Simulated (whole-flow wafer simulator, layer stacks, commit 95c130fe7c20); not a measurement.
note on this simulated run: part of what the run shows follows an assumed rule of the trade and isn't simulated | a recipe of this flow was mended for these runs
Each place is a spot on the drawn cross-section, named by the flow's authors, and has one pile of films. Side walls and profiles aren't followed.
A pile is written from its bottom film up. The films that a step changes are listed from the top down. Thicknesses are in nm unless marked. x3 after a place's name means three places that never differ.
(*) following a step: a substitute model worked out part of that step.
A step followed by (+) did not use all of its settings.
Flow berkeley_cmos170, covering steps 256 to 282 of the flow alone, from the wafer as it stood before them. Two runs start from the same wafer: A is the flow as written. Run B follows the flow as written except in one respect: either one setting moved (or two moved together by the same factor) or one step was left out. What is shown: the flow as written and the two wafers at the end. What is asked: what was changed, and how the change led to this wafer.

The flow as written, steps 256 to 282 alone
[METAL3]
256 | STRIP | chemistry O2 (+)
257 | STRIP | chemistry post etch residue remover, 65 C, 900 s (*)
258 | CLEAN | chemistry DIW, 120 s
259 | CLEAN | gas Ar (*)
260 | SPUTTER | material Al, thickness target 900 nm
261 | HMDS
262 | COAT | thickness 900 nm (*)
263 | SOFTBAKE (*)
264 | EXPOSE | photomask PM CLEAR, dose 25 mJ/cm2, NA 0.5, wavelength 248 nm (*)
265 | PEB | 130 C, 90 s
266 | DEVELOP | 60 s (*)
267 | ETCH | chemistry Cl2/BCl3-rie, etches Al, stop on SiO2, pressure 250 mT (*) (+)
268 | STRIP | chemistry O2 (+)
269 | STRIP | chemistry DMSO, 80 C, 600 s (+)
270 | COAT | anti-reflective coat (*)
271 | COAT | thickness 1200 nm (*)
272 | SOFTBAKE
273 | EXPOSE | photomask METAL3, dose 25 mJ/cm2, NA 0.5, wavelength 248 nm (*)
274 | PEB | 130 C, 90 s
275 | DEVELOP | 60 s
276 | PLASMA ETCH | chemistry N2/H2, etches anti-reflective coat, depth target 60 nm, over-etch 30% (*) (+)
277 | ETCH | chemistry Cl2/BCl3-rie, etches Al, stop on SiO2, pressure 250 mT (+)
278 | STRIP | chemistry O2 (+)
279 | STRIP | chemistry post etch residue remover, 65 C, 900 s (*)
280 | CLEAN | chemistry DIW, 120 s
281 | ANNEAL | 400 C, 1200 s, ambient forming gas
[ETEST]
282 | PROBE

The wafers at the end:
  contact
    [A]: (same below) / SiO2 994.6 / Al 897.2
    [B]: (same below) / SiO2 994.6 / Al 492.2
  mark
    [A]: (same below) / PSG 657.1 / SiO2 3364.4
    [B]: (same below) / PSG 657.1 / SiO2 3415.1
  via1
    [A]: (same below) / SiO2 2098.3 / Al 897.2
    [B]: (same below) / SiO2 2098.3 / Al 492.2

The reason: step 260, SPUTTER: thickness target 495 nm was run, whereas the flow has thickness target 900 nm.

The path from the change to this, step by step:
  260 | SPUTTER | material Al, thickness target 900 nm
      field, mark, sd_n and 9 more: A +900 Al (new film) | B +495 Al (new film)
      via2: A +259.4 Al | B +173.5 Al
  262 | COAT | thickness 900 nm (*)
      via2: A +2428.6 KrF-resist (new film) | B +2121.2 KrF-resist (new film)
  265 | PEB | 130 C, 90 s
      via2: A -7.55 KrF-resist | B -5.74 KrF-resist
  267 | ETCH | chemistry Cl2/BCl3-rie, etches Al, stop on SiO2, pressure 250 mT (*) (+)
      field, sd_n, spacer_n and 9 more: A -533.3 KrF-resist | B -330.8 KrF-resist
      mark: A -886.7 Al (all of it), -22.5 SiO2 | B -481.7 Al (all of it), -22.5 SiO2
  268 | STRIP | chemistry O2 (+)
      field, spacer_n, gate_n: A -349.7 KrF-resist (all of it) | B -552.2 KrF-resist (all of it)
      spacer_p, gate_p: A -349.6 KrF-resist (all of it) | B -552.1 KrF-resist (all of it)
      (as well as at 7 more places)
  270 | COAT | anti-reflective coat (*)
      m1: A +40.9 anti-reflective coat (new film) | B +39.7 anti-reflective coat (new film)
      via2: A +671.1 anti-reflective coat (new film) | B +515.3 anti-reflective coat (new film)
  271 | COAT | thickness 1200 nm (*)
      via2: A +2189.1 KrF-resist (new film) | B +2013.2 KrF-resist (new film)
  274 | PEB | 130 C, 90 s
      via2: A -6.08 KrF-resist | B -5.22 KrF-resist
  277 | ETCH | chemistry Cl2/BCl3-rie, etches Al, stop on SiO2, pressure 250 mT (+)
      field, sd_n, spacer_n, gate_n, sd_p, spacer_p, gate_p: A -900 Al (all of it), -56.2 SiO2 | B -495 Al (all of it), -56.2 SiO2
      contact, m1, via1, m2, via2: A -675 KrF-resist | B -472.5 KrF-resist
      (as well as at 1 more place)
  278 | STRIP | chemistry O2 (+)
      contact: A -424 KrF-resist (all of it), -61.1 anti-reflective coat (all of it) | B -625.9 KrF-resist (all of it), -61.3 anti-reflective coat (all of it)
      m1: A -423.6 KrF-resist (all of it), -40.9 anti-reflective coat (all of it) | B -620.4 KrF-resist (all of it), -39.7 anti-reflective coat (all of it)
      (as well as at 3 more places)
